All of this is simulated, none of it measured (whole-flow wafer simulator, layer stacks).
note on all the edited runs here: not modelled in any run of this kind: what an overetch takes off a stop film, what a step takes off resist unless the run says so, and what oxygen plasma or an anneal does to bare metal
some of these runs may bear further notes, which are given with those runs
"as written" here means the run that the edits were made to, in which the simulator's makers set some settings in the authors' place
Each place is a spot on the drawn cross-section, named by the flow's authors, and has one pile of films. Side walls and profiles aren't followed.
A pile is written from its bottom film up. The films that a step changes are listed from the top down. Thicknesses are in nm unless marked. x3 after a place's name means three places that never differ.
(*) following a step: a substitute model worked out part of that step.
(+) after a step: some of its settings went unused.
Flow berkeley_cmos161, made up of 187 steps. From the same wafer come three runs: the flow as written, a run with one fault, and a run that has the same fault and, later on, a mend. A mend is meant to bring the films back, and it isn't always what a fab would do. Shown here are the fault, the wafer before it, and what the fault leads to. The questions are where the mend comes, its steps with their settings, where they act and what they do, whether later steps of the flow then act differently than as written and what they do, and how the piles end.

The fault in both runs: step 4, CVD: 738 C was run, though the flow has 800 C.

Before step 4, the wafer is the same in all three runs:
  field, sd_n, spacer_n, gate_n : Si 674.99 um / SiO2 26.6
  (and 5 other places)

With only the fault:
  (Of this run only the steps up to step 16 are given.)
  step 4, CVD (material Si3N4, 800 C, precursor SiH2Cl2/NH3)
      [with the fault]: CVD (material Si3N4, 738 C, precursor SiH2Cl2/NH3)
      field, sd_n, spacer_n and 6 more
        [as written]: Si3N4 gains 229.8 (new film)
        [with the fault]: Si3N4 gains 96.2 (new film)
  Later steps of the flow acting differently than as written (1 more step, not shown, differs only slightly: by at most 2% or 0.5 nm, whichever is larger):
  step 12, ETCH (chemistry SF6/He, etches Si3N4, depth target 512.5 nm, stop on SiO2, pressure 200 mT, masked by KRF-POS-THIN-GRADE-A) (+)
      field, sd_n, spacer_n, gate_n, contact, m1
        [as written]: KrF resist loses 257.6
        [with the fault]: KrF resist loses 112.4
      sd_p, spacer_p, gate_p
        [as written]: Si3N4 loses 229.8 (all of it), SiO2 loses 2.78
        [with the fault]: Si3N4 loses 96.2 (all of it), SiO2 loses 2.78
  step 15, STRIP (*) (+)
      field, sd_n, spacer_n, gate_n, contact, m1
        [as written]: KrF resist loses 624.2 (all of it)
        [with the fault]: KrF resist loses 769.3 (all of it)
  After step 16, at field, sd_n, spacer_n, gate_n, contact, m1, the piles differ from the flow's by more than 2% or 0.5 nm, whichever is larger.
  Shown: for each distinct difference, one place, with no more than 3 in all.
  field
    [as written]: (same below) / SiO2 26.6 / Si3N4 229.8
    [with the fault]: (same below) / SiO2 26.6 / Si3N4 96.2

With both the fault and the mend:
  The mend stands after step 4.
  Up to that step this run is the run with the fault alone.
  step 4a, ETCH (chemistry h3po4, depth target 110.6 nm)
      field, sd_n, spacer_n and 6 more
        Si3N4 loses 96.2 (all of it)
  step 4b, CLEAN (chemistry SC1/SC2) (a further turn of the flow's step 1)
      alters no film at any place that is followed
  step 4c, CVD (material Si3N4, 800 C, precursor SiH2Cl2/NH3) (a further turn of the flow's step 4)
      field, sd_n, spacer_n and 6 more
        Si3N4 gains 229.8 (new film)
  Every later step of the flow that is run acts as written at every place that is followed.
  At every place that both follow, the piles at the end match the flow's.
